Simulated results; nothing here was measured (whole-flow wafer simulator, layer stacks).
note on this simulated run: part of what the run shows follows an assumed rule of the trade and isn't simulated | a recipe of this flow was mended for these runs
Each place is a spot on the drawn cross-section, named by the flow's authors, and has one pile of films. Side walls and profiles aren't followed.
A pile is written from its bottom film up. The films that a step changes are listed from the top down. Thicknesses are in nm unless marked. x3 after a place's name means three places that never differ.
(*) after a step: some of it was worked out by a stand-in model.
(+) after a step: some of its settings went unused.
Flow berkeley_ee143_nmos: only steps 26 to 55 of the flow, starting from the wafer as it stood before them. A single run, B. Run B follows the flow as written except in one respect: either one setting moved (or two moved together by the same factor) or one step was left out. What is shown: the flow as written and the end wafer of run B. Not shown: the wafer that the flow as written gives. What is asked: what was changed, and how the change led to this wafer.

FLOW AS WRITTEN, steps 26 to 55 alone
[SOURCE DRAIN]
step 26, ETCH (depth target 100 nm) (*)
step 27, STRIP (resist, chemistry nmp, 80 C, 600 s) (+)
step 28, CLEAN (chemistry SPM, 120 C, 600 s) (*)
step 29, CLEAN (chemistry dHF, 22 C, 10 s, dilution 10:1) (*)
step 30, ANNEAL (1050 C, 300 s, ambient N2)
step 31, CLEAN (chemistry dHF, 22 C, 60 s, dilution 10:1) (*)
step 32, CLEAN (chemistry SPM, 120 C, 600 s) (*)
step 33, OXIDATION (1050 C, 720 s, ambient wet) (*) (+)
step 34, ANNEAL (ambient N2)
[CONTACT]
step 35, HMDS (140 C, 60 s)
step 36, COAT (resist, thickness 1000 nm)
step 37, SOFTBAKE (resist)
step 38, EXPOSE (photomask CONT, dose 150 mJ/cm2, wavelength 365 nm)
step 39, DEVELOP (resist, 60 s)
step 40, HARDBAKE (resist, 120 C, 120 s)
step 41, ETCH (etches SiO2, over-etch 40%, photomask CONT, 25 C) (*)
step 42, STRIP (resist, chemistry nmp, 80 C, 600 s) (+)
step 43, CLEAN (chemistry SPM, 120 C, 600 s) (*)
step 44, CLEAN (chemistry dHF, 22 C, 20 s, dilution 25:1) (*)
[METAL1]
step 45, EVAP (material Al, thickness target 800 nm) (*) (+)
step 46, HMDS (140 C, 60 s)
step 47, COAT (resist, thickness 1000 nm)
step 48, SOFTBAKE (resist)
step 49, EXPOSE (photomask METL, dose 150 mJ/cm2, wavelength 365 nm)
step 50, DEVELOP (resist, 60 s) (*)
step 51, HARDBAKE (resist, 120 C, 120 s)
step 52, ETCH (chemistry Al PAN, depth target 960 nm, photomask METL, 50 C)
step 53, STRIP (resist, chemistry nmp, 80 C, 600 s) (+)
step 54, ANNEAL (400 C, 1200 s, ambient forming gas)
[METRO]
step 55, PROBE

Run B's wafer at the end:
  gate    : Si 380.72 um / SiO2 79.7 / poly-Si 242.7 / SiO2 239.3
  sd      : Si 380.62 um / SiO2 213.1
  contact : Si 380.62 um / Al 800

Cause: step 33, OXIDATION: 1068 C was run, though the flow has 1050 C.

The path from the change to this, step by step:
  step 33, OXIDATION (1050 C, 720 s, ambient wet) (*) (+)
      sd, contact: SiO2 gains 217 (new film), chemical SiO2 loses 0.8 (all of it), Si loses 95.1 (it would be, as written: SiO2 gains 189.4 (new film), chemical SiO2 loses 0.8 (all of it), Si loses 83)
      gate: SiO2 gains 243.1 (new film), chemical SiO2 loses 0.8 (all of it), poly-Si loses 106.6 (it would be, as written: SiO2 gains 217.6 (new film), chemical SiO2 loses 0.8 (all of it), poly-Si loses 95.4)
      (as well as at 1 more place)
  step 41, ETCH (etches SiO2, over-etch 40%, photomask CONT, 25 C) (*)
      contact: SiO2 loses 217 (all of it) (it would be, as written: SiO2 loses 189.4 (all of it))
